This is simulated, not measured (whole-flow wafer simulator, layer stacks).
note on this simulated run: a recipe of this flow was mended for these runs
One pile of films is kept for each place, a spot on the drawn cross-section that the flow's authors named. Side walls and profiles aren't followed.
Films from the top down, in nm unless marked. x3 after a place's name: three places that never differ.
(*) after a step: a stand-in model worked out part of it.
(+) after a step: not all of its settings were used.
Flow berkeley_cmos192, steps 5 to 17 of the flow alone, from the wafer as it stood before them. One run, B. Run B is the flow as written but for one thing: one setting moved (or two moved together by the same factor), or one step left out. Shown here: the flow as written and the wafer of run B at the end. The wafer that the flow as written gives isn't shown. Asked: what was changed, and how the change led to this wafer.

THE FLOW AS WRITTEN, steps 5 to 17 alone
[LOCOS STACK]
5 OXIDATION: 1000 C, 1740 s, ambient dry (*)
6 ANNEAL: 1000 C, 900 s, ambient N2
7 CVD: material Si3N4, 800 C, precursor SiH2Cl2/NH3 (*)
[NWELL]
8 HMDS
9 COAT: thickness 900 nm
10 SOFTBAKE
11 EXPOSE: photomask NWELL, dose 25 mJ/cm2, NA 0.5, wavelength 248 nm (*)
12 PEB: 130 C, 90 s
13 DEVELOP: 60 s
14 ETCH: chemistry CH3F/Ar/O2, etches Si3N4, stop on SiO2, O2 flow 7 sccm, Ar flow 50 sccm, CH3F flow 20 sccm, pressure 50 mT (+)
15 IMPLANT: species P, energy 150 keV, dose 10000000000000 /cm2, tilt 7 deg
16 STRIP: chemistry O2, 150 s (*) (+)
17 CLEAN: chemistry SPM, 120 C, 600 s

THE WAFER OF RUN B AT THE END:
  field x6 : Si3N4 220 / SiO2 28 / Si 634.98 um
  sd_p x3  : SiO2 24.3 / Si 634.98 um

The cause: step 5, OXIDATION: 1392 s was run, where the flow has 1740 s.

How the change led to this, step by step:
  5 OXIDATION: 1000 C, 1740 s, ambient dry (*)
      field x6, sd_p x3: SiO2 +28 (new film), Si -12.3 (as written it would be: SiO2 +31.6 (new film), Si -13.9)
